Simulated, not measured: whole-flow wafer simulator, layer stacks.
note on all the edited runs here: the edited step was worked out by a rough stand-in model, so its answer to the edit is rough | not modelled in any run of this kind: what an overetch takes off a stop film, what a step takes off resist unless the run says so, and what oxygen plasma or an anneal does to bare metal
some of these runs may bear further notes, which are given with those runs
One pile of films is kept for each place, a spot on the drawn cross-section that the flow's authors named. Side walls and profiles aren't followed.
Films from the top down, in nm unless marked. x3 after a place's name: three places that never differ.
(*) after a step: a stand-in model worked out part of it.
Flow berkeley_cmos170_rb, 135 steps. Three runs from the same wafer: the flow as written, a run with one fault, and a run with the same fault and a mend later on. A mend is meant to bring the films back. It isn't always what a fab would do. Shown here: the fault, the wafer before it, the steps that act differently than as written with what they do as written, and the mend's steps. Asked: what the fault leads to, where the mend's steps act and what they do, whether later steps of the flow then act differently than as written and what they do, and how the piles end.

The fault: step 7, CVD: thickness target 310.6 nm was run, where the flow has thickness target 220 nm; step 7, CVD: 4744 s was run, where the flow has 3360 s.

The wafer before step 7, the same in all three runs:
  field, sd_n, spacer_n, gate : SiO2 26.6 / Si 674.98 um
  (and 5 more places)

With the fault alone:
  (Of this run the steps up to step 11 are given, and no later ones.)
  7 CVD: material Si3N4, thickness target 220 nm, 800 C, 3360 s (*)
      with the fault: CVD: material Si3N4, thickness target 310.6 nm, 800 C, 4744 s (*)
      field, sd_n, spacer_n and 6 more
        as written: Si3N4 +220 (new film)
        with the fault: Si3N4 +310.6 (new film)
  No later step of the flow up to step 11 acts differently than as written at any place that is followed.
  After step 11 the piles differ from the flow's by more than 2% or 0.5 nm, whichever is larger, at field, sd_n, spacer_n and 6 more.
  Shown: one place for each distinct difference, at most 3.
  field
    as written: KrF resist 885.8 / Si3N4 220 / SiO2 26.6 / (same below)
    with the fault: KrF resist 885.8 / Si3N4 310.6 / SiO2 26.6 / (same below)
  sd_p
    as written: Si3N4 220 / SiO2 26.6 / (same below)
    with the fault: Si3N4 310.6 / SiO2 26.6 / (same below)

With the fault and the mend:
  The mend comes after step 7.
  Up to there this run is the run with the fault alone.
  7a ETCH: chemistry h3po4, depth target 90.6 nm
      field, sd_n, spacer_n and 6 more
        Si3N4 -90.6
  No later step of the flow acts differently than as written at any place that is followed.
  At the end the piles are the same as the flow's at every place that both follow.
